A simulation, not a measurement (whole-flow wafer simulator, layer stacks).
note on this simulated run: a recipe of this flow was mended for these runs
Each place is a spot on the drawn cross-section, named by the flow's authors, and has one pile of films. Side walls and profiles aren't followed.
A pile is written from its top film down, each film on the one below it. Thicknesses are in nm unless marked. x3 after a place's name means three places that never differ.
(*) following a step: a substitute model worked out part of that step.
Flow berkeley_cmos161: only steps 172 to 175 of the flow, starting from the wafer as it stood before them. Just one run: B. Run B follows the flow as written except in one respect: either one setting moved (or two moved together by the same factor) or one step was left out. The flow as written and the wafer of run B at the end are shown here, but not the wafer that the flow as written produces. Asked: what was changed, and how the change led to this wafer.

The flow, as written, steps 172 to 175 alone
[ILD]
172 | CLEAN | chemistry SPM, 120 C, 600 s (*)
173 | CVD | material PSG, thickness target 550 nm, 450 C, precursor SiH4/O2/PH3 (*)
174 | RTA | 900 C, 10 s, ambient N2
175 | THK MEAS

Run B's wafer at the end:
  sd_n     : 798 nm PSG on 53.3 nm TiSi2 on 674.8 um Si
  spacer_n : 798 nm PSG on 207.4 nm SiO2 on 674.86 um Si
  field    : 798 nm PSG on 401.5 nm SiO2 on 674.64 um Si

The reason: step 173, CVD: thickness target 798 nm was run, though the flow has thickness target 550 nm.
The wafer lets one read it off: sd_n has PSG 798, and step 173 as written asks for 550 nm.

How this came from the change, step by step:
  173 | CVD | material PSG, thickness target 550 nm, 450 C, precursor SiH4/O2/PH3 (*)
      field, sd_n, spacer_n, gate_n, spacer_p, gate_p, contact x2: +798 PSG (new film) (it would be, as written: +550 PSG (new film))
      sd_p: +753 PSG (new film) (it would be, as written: +522.4 PSG (new film))
